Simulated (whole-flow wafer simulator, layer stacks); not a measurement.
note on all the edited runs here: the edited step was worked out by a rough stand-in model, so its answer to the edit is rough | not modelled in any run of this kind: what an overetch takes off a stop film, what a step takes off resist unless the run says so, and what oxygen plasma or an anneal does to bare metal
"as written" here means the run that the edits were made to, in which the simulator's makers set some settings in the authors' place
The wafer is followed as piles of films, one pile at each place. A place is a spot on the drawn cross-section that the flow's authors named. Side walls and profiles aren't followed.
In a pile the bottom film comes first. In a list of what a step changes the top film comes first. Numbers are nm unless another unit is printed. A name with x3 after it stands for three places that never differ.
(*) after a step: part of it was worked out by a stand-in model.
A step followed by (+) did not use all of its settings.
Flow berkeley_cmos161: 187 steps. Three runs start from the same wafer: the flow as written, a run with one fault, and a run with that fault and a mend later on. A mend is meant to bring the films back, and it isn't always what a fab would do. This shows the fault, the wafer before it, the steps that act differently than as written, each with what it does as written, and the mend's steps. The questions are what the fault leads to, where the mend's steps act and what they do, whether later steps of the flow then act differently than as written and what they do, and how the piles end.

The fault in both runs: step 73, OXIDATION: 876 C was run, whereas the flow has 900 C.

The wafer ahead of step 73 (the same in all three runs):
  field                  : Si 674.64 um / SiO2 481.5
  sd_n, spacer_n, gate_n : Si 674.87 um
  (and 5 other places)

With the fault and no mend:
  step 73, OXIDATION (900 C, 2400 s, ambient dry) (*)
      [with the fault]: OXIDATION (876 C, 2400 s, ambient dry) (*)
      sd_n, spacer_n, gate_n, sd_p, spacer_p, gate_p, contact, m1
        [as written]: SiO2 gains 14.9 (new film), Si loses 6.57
        [with the fault]: SiO2 gains 11.7 (new film), Si loses 5.16
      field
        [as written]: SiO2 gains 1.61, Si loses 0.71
        [with the fault]: SiO2 gains 1.04, Si loses 0.46
  Steps further on in the flow that do not act as written (49 more steps, not shown, differ only slightly: by at most 2% or 0.5 nm, whichever is larger):
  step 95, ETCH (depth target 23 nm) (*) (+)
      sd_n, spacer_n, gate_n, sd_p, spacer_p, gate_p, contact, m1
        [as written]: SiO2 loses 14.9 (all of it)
        [with the fault]: SiO2 loses 11.7 (all of it)
  The piles end only slightly different from the flow's at the places that both follow, by no more than 2% or 0.5 nm, whichever is larger.

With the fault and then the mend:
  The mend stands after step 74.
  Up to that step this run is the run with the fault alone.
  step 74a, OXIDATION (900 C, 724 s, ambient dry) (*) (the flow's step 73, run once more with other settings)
      sd_n, spacer_n, gate_n, sd_p, spacer_p, gate_p, contact, m1
        SiO2 gains 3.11, Si loses 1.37
      field
        SiO2 gains 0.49, Si loses 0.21
  Later steps of the flow that are run all act as written at every place that is followed, up to a difference of at most 2% or 0.5 nm, whichever is larger.
  The piles end only slightly different from the flow's at the places that both follow, by no more than 2% or 0.5 nm, whichever is larger.
